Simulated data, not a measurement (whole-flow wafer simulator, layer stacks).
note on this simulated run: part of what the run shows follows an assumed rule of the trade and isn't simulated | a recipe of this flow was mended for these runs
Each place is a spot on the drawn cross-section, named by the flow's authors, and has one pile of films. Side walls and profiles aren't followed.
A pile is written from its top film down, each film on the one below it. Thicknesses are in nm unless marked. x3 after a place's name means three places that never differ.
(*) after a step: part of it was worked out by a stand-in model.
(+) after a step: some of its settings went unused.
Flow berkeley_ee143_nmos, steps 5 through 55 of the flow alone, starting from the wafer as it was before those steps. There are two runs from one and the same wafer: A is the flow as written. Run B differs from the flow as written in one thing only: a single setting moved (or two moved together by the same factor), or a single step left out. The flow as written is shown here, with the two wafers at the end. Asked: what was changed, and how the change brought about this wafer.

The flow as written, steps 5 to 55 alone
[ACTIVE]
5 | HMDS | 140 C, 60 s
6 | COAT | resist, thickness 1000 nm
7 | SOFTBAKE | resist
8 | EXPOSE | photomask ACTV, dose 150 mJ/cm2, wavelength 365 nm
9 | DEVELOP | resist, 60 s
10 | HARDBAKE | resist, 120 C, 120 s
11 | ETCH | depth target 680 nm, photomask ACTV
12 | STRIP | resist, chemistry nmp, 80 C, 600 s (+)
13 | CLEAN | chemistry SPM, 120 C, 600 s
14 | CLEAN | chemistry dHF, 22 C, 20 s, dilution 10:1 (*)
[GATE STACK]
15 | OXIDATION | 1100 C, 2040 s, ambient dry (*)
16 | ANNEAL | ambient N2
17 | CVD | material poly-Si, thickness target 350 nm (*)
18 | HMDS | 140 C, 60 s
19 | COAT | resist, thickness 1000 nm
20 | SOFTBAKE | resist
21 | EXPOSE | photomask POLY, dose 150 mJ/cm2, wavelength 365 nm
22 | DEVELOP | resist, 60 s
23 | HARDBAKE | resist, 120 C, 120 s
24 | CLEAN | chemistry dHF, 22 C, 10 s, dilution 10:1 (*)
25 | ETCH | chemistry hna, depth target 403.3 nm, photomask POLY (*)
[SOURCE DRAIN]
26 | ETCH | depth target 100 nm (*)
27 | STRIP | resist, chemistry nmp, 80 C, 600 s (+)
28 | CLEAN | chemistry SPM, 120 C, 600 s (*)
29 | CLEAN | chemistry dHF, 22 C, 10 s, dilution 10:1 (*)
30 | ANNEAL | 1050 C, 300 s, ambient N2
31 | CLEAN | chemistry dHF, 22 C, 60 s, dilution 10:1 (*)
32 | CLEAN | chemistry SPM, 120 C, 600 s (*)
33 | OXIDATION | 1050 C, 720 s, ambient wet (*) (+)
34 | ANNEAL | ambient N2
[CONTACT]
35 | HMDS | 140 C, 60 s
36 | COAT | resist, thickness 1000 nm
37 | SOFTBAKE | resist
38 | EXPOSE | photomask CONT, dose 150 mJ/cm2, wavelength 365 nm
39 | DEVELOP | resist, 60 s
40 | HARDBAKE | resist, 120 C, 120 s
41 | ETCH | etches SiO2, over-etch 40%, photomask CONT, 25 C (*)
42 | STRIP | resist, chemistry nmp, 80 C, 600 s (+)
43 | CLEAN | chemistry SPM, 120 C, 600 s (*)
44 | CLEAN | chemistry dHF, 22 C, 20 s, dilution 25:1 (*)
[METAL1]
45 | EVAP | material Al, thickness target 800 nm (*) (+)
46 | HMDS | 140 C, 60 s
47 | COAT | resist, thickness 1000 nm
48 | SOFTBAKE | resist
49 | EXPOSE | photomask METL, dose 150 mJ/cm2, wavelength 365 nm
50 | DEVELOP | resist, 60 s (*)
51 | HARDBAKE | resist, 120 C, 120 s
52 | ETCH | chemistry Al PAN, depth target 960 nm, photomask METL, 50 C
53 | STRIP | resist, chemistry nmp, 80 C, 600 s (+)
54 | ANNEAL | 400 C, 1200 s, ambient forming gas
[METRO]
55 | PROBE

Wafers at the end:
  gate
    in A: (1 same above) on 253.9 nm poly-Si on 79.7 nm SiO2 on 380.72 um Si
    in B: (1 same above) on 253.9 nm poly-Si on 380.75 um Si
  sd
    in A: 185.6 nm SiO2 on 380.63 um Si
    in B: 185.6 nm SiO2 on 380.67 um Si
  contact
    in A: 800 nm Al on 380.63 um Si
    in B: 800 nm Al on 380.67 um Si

Cause: step 15, OXIDATION: 1100 C, 2040 s, ambient dry (*), was skipped.

How this came from the change, step by step:
  19 | COAT | resist, thickness 1000 nm
      field: A +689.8 resist (new film) | B +643.1 resist (new film)
  22 | DEVELOP | resist, 60 s
      field: A -689.8 resist (all of it) | B -643.1 resist (all of it)
  25 | ETCH | chemistry hna, depth target 403.3 nm, photomask POLY (*)
      sd, contact: A -350 poly-Si (all of it), -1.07 SiO2 | B -350 poly-Si (all of it)
  26 | ETCH | depth target 100 nm (*)
      sd, contact: A -78.6 SiO2 (all of it) | B nothing
  36 | COAT | resist, thickness 1000 nm
      gate: A +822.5 resist (new film) | B +858.2 resist (new film)
      sd: A +1160.4 resist (new film) | B +1135.3 resist (new film)
  40 | HARDBAKE | resist, 120 C, 120 s
      gate: A -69 resist | B -72.1 resist
      sd: A -99.3 resist | B -97 resist
  42 | STRIP | resist, chemistry nmp, 80 C, 600 s (+)
      gate: A -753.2 resist (all of it) | B -785.7 resist (all of it)
      sd: A -1060.7 resist (all of it) | B -1037.9 resist (all of it)
  47 | COAT | resist, thickness 1000 nm
      gate: A +834.7 resist (new film) | B +867.6 resist (new film)
      sd: A +1161.3 resist (new film) | B +1133.6 resist (new film)
  50 | DEVELOP | resist, 60 s (*)
      gate: A -834.7 resist (all of it), -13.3 Al | B -867.6 resist (all of it), -13.3 Al
      sd: A -1161.3 resist (all of it), -13.3 Al | B -1133.6 resist (all of it), -13.3 Al
